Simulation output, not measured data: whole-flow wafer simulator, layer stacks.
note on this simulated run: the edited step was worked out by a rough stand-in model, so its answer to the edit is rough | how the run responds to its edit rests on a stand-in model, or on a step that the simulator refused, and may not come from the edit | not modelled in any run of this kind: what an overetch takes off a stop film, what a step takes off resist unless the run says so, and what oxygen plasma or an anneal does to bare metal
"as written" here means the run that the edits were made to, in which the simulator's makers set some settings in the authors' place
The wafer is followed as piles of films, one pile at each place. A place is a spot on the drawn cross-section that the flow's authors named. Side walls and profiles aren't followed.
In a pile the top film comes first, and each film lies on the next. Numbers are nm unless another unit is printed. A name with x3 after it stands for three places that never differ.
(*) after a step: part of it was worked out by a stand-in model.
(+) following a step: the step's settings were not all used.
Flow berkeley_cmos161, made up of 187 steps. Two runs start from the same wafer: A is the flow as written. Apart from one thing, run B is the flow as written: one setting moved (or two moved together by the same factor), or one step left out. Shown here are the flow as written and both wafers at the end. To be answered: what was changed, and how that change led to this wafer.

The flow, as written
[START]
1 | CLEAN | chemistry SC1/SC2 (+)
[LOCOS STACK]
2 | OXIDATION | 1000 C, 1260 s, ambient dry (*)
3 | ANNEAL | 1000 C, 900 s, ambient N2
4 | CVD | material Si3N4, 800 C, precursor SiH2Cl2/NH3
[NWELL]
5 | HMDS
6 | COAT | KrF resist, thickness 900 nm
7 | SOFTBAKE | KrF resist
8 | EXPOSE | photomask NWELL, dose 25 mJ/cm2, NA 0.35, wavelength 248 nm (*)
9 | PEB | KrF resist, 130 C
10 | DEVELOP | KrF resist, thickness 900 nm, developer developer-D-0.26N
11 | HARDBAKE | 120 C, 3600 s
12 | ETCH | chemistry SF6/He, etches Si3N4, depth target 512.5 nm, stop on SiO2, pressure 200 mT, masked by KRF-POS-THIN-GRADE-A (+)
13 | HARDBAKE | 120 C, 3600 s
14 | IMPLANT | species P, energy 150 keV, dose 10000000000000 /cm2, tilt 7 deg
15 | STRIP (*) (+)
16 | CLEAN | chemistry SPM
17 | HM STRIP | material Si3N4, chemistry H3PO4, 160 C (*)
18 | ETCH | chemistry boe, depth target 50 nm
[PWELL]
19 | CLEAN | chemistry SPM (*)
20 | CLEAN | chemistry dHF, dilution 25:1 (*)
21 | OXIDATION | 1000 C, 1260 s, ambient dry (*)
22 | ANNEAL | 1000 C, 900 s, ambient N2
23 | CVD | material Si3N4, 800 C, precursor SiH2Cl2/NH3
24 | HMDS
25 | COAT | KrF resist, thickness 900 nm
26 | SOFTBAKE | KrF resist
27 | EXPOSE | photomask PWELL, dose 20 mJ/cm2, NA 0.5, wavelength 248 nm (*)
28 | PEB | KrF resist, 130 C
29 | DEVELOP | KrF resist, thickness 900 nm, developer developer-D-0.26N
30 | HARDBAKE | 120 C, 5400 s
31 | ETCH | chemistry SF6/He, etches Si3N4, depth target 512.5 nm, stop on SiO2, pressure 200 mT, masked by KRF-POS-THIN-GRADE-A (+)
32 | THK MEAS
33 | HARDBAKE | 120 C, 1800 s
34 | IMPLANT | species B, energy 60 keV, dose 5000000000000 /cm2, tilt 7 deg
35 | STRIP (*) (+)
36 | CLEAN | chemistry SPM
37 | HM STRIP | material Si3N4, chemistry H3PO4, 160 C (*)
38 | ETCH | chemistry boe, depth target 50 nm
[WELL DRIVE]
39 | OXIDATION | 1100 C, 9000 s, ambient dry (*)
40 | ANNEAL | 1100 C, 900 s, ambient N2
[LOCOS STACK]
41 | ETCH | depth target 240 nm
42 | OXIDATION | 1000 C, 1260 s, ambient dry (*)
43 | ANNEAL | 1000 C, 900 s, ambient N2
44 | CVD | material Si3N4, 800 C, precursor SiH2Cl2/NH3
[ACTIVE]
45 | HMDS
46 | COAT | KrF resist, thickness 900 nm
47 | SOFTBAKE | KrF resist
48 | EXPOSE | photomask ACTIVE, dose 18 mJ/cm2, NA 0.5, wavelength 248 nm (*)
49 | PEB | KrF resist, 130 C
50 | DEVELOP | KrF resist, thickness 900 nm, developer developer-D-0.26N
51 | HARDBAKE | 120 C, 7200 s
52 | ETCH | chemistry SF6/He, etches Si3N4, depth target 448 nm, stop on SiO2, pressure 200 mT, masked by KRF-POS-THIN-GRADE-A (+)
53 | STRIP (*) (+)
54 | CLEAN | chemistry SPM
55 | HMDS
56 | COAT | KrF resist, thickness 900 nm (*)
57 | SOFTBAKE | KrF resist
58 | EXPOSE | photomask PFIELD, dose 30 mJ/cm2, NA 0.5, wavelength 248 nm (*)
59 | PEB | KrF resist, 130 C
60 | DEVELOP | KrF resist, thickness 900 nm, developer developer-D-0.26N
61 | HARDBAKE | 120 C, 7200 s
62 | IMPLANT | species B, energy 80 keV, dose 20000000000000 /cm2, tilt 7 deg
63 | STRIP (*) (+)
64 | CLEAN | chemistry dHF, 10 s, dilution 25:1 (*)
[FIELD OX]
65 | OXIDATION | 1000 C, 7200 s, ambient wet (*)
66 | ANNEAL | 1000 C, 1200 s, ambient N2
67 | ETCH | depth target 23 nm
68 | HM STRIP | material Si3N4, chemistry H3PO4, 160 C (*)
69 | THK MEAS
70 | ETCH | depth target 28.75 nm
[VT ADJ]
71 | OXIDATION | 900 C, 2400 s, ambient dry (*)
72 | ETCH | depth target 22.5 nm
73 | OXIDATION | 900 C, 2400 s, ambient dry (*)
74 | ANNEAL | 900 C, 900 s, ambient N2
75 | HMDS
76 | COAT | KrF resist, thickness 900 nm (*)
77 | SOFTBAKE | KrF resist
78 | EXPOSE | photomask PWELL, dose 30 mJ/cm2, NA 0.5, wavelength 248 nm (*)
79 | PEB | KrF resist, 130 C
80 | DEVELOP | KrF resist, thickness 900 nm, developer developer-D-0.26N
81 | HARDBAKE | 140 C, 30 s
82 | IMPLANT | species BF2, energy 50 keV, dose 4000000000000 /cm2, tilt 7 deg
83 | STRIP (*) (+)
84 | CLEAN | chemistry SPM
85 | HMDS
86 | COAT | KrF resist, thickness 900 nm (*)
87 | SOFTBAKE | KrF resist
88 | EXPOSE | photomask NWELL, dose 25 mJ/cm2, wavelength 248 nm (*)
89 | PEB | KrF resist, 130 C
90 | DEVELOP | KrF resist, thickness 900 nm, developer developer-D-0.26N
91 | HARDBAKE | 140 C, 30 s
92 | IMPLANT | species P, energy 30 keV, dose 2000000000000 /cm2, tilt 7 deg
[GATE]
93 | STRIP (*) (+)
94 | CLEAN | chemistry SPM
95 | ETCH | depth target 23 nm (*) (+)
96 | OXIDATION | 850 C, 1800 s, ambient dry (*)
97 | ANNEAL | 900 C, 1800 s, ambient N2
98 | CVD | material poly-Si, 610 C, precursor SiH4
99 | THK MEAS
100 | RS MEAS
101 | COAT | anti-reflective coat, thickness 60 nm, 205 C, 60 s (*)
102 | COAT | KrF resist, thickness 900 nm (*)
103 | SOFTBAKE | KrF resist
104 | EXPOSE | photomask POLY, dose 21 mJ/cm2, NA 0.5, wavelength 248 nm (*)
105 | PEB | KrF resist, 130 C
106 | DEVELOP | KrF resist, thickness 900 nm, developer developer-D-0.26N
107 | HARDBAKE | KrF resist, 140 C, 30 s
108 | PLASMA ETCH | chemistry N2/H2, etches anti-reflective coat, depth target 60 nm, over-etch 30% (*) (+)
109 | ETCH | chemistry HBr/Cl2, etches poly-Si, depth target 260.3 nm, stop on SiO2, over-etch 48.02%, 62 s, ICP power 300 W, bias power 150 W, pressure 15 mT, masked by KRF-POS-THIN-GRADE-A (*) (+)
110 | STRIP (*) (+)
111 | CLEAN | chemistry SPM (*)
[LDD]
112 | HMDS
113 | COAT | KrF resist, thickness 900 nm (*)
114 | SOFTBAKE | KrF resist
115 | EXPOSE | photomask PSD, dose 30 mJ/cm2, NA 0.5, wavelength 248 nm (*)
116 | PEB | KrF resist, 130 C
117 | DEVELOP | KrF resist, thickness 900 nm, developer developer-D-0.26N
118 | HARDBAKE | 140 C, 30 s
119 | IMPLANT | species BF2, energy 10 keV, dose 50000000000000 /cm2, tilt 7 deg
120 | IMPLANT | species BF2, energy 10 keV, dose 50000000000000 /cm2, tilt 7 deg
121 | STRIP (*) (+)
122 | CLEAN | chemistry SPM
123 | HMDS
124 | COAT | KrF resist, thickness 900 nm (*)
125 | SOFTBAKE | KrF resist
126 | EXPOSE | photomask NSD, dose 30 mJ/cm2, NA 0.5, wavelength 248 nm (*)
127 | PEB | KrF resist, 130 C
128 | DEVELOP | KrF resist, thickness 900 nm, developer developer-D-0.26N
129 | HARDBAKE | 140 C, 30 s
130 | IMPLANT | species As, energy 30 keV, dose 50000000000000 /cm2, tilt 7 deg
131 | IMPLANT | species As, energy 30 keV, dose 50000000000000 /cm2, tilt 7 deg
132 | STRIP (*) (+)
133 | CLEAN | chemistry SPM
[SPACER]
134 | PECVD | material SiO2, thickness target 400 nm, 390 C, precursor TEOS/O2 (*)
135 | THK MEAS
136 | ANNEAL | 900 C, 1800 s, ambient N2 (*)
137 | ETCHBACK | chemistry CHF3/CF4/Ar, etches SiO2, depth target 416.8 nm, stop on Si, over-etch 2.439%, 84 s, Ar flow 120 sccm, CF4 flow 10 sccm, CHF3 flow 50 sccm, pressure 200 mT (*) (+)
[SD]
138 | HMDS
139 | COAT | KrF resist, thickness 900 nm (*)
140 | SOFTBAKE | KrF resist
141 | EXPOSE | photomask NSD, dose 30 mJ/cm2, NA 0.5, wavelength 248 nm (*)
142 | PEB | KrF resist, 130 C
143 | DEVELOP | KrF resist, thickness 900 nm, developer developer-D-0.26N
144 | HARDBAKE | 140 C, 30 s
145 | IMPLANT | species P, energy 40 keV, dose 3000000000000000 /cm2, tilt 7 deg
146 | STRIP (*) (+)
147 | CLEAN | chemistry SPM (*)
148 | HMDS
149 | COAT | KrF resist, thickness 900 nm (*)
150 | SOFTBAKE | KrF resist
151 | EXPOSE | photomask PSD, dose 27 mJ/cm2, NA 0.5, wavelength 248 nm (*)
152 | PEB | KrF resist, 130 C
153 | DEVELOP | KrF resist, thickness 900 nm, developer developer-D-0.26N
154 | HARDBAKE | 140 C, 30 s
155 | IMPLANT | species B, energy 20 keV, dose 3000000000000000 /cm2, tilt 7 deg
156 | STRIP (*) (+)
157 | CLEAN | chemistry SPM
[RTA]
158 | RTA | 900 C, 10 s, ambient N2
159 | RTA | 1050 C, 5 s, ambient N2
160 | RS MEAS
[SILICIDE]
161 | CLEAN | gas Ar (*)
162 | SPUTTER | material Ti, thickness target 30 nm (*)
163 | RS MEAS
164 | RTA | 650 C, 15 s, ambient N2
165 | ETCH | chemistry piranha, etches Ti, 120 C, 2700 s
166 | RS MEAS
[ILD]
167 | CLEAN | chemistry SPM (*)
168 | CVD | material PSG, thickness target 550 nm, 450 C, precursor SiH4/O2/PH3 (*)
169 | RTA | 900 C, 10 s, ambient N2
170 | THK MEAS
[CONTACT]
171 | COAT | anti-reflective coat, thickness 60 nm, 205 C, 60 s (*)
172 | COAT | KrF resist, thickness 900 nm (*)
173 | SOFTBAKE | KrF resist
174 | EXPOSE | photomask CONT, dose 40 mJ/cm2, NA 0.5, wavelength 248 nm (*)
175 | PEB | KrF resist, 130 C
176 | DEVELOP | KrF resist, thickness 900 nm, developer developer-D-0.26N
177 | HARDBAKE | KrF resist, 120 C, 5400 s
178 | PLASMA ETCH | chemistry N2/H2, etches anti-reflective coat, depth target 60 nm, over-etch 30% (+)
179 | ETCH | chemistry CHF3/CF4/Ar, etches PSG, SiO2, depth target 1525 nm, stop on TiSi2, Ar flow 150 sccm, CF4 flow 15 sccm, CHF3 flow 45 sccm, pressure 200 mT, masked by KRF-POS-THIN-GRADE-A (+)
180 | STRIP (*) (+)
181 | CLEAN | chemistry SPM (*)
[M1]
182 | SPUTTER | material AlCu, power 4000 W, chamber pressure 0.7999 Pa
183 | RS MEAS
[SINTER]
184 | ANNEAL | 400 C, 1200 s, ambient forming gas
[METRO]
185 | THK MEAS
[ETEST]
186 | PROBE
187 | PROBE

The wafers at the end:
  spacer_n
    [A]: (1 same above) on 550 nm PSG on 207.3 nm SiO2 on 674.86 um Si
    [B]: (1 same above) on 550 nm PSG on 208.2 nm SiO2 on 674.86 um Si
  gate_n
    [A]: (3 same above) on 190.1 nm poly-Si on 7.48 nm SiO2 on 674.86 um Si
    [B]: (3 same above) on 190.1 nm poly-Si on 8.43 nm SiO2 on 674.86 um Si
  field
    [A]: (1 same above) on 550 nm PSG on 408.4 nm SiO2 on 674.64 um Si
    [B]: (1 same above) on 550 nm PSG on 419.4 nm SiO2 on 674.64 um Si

The reason: step 95, ETCH: depth target 12 nm was run, whereas the flow has depth target 23 nm.

Step by step, how the change led to this:
  95 | ETCH | depth target 23 nm (*) (+)
      sd_n, spacer_n, gate_n, sd_p, spacer_p, gate_p, contact, m1: A -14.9 SiO2 (all of it) | B -12 SiO2
      field: A -23 SiO2 | B -12 SiO2
  96 | OXIDATION | 850 C, 1800 s, ambient dry (*)
      sd_n, spacer_n, gate_n, sd_p, spacer_p, gate_p, contact, m1: A +7.48 SiO2 (new film), -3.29 Si | B +5.48 SiO2, -2.41 Si
  101 | COAT | anti-reflective coat, thickness 60 nm, 205 C, 60 s (*)
      sd_n: A +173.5 anti-reflective coat (new film) | B +181.1 anti-reflective coat (new film)
      spacer_n: A +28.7 anti-reflective coat (new film) | B +27 anti-reflective coat (new film)
      (as well as at 4 more places)
  108 | PLASMA ETCH | chemistry N2/H2, etches anti-reflective coat, depth target 60 nm, over-etch 30% (*) (+)
      sd_n: A -173.5 anti-reflective coat (all of it), -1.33 poly-Si | B -181.1 anti-reflective coat (all of it), -1.39 poly-Si
      spacer_n: A -28.7 anti-reflective coat (all of it), -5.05 poly-Si | B -27 anti-reflective coat (all of it), -5.34 poly-Si
      (as well as at 2 more places)
  110 | STRIP (*) (+)
      gate_n: A +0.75 chemical SiO2 (new film), -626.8 KrF resist (all of it), -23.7 anti-reflective coat (all of it), -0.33 poly-Si | B +0.75 chemical SiO2 (new film), -633 KrF resist (all of it), -22 anti-reflective coat (all of it), -0.33 poly-Si
      gate_p: A +0.75 chemical SiO2 (new film), -598.2 KrF resist (all of it), -27.9 anti-reflective coat (all of it), -0.33 poly-Si | B +0.75 chemical SiO2 (new film), -601.8 KrF resist (all of it), -27 anti-reflective coat (all of it), -0.33 poly-Si
  171 | COAT | anti-reflective coat, thickness 60 nm, 205 C, 60 s (*)
      sd_n: A +149.7 anti-reflective coat (new film) | B +158.1 anti-reflective coat (new film)
      m1: A +97.8 anti-reflective coat (new film) | B +100.4 anti-reflective coat (new film)
  180 | STRIP (*) (+)
      sd_n: A -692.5 KrF resist (all of it), -149.7 anti-reflective coat (all of it) | B -690.7 KrF resist (all of it), -158.1 anti-reflective coat (all of it)
      m1: A -739.9 KrF resist (all of it), -97.8 anti-reflective coat (all of it) | B -743.5 KrF resist (all of it), -100.4 anti-reflective coat (all of it)
